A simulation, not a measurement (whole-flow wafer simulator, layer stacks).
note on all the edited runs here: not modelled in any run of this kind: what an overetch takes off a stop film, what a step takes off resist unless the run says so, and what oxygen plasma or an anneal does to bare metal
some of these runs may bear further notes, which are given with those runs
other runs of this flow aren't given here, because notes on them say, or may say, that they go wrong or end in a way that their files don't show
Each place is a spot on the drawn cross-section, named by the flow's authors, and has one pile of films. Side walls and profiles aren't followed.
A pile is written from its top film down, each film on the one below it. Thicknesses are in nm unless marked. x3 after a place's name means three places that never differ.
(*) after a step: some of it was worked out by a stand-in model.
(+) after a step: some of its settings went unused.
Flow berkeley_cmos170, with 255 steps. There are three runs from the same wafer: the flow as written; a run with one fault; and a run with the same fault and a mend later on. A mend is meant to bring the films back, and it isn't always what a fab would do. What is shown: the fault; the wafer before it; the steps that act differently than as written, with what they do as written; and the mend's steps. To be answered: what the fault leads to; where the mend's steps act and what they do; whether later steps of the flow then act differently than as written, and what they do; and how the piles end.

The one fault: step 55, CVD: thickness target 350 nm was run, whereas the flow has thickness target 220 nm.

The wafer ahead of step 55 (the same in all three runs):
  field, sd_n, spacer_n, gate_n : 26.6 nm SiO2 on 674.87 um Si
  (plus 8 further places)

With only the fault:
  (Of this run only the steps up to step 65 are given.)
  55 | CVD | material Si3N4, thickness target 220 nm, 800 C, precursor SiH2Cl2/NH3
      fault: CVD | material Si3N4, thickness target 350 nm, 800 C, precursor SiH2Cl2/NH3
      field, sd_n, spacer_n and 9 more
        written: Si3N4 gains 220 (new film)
        fault: Si3N4 gains 350 (new film)
  Later steps of the flow acting differently than as written:
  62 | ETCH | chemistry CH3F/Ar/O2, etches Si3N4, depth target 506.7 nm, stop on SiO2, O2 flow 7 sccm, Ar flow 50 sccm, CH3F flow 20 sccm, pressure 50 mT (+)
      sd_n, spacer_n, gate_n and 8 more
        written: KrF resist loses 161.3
        fault: KrF resist loses 248
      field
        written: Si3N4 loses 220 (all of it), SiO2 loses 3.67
        fault: Si3N4 loses 350 (all of it), SiO2 loses 3.67
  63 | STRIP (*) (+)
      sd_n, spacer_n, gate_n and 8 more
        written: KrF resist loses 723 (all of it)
        fault: KrF resist loses 636.4 (all of it)
  The piles after step 65 differ from the flow's at sd_n, spacer_n, gate_n and 8 more by more than 2% or 0.5 nm, whichever is larger.
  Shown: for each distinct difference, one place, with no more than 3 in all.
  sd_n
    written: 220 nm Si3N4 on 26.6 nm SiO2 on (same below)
    fault: 350 nm Si3N4 on 26.6 nm SiO2 on (same below)

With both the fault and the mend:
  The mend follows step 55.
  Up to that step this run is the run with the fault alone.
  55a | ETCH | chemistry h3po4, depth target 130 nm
      field, sd_n, spacer_n and 9 more
        Si3N4 loses 130
  None of the later steps of the flow acts differently than as written at any place that is followed.
  By the end, the piles equal the flow's at every place that both follow.
